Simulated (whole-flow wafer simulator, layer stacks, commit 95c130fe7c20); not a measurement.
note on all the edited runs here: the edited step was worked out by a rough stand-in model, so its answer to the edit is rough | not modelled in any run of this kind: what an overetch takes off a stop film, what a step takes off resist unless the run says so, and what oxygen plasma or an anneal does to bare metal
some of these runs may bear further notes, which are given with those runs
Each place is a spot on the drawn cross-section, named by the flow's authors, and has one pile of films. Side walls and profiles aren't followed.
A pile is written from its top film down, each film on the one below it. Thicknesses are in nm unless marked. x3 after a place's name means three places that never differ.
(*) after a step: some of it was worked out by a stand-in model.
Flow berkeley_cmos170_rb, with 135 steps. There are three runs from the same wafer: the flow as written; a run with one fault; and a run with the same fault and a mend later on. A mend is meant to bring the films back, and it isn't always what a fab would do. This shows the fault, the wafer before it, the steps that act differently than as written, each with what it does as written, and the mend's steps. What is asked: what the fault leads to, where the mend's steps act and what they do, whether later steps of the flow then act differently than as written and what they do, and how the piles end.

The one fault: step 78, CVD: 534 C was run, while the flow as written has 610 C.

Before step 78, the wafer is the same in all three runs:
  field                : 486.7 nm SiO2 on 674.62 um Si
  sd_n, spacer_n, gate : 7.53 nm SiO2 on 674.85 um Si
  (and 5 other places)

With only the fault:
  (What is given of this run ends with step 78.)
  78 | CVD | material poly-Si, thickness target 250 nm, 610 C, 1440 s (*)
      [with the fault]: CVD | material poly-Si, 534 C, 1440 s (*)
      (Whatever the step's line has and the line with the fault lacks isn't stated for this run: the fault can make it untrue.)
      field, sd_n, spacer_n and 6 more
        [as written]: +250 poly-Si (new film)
        [with the fault]: +38.9 poly-Si (new film)
  The piles after step 78 differ from the flow's at field, sd_n, spacer_n and 6 more by more than 2% or 0.5 nm, whichever is larger.
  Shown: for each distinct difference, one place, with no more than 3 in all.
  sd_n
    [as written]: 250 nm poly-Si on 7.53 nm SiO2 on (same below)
    [with the fault]: 38.9 nm poly-Si on 7.53 nm SiO2 on (same below)
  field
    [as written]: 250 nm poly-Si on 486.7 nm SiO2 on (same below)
    [with the fault]: 38.9 nm poly-Si on 486.7 nm SiO2 on (same below)

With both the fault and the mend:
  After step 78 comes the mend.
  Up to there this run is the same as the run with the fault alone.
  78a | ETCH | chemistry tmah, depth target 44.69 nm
      field, sd_n, spacer_n and 6 more
        -38.9 poly-Si (all of it)
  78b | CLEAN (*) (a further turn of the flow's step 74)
      alters no film at any place that is followed
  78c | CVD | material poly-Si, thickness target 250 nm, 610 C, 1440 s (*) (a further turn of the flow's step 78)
      field, sd_n, spacer_n and 6 more
        +250 poly-Si (new film)
  None of the later steps of the flow differs from how it acts as written, at any place that is followed, by more than 2% or 0.5 nm, whichever is larger.
  The piles end the same as the flow's at every place that both follow.
